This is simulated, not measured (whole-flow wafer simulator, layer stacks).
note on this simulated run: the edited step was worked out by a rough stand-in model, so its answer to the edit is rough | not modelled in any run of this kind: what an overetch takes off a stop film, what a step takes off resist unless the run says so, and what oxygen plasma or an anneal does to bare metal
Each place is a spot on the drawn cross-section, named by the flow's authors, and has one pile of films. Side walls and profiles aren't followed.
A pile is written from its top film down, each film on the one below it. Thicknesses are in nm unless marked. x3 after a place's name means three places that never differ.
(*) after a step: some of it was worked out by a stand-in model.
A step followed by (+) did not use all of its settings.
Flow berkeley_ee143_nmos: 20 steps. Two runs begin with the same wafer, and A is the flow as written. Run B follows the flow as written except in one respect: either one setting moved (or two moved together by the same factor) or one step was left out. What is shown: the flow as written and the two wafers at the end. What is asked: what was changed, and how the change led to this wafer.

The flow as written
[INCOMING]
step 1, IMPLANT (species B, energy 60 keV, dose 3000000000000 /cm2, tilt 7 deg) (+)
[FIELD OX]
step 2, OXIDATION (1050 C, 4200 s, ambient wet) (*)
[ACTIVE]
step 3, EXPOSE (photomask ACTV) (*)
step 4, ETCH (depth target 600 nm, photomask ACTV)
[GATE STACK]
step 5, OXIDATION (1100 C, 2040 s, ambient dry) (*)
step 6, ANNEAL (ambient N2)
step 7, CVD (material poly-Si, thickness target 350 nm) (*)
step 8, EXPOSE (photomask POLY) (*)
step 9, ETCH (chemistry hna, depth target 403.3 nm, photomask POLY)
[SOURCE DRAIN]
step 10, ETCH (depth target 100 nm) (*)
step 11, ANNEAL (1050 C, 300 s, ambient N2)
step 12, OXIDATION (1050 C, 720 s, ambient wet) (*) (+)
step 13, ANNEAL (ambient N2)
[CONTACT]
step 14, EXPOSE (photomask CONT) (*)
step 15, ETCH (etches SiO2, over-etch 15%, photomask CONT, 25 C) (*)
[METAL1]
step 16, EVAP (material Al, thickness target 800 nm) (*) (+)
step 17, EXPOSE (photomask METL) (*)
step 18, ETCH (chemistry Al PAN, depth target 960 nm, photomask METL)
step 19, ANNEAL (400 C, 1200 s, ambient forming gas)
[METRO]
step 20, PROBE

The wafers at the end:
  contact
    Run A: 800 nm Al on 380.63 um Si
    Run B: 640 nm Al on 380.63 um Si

The reason: step 16, EVAP: thickness target 640 nm was run, though the flow has thickness target 800 nm.
One can read it off the wafer: contact has Al 640, and step 16 as written asks for 800 nm.

Step by step, how the change led to this:
  step 16, EVAP (material Al, thickness target 800 nm) (*) (+)
      gate, sd, contact, field: A Al gains 800 (new film) | B Al gains 640 (new film)
  step 18, ETCH (chemistry Al PAN, depth target 960 nm, photomask METL)
      gate, sd, field: A Al loses 800 (all of it) | B Al loses 640 (all of it)
